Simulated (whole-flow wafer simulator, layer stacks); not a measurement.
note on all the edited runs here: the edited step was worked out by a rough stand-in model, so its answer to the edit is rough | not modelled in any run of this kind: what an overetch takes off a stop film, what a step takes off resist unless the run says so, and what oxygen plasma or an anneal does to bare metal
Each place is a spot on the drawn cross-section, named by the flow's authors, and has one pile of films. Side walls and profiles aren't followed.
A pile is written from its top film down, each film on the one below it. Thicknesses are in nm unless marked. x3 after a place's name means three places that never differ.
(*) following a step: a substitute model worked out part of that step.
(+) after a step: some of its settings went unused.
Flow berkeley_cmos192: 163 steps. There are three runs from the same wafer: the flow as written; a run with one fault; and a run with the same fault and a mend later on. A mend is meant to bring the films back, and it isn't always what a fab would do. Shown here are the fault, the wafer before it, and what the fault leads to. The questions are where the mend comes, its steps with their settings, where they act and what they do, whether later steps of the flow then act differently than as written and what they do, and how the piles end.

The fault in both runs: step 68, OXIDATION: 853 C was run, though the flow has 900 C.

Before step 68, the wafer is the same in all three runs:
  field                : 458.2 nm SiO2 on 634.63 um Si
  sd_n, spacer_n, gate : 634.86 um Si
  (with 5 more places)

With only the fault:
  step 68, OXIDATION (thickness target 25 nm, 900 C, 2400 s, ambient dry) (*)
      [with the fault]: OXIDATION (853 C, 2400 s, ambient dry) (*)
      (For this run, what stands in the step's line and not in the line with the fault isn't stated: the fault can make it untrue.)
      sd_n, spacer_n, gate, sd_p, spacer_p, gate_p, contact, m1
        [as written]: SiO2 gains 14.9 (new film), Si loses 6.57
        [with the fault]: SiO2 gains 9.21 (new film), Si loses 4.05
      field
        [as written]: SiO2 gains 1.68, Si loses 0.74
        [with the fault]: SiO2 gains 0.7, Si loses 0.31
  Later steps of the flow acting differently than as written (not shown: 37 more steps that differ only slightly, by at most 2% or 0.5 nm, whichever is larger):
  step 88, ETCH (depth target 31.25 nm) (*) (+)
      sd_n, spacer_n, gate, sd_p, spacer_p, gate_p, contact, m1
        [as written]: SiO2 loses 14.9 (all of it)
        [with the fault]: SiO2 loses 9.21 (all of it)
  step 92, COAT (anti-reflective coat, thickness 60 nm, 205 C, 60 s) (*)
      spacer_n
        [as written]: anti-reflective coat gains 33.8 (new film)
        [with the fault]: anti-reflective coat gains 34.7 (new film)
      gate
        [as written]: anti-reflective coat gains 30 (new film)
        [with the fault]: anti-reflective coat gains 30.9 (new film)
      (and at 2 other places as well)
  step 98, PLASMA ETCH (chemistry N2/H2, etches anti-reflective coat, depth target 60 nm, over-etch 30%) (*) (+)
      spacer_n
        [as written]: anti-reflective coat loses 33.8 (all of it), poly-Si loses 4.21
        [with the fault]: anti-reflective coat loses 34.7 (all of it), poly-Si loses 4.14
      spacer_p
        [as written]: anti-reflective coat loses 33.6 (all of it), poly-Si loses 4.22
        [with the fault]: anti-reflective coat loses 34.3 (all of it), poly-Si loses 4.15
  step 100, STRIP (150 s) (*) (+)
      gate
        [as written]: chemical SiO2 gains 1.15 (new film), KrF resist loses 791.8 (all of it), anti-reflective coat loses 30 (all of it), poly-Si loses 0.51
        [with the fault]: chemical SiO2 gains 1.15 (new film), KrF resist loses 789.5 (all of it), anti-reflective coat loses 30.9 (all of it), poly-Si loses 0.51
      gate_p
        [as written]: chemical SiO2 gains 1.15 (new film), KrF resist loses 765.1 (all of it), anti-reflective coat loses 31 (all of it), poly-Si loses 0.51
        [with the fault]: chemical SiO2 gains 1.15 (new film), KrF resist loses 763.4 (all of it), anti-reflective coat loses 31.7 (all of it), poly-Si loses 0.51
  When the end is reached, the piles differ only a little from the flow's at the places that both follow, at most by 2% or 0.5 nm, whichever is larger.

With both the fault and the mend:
  After step 69 comes the mend.
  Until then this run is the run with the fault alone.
  step 69a, OXIDATION (900 C, 1257 s, ambient dry) (*) (a further turn of the flow's step 68, with different settings)
      sd_n, spacer_n, gate, sd_p, spacer_p, gate_p, contact, m1
        SiO2 gains 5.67, Si loses 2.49
      field
        SiO2 gains 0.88, Si loses 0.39
  Later steps of the flow that are run all act as written at every place that is followed, up to a difference of at most 2% or 0.5 nm, whichever is larger.
  When the end is reached, the piles differ only a little from the flow's at the places that both follow, at most by 2% or 0.5 nm, whichever is larger.
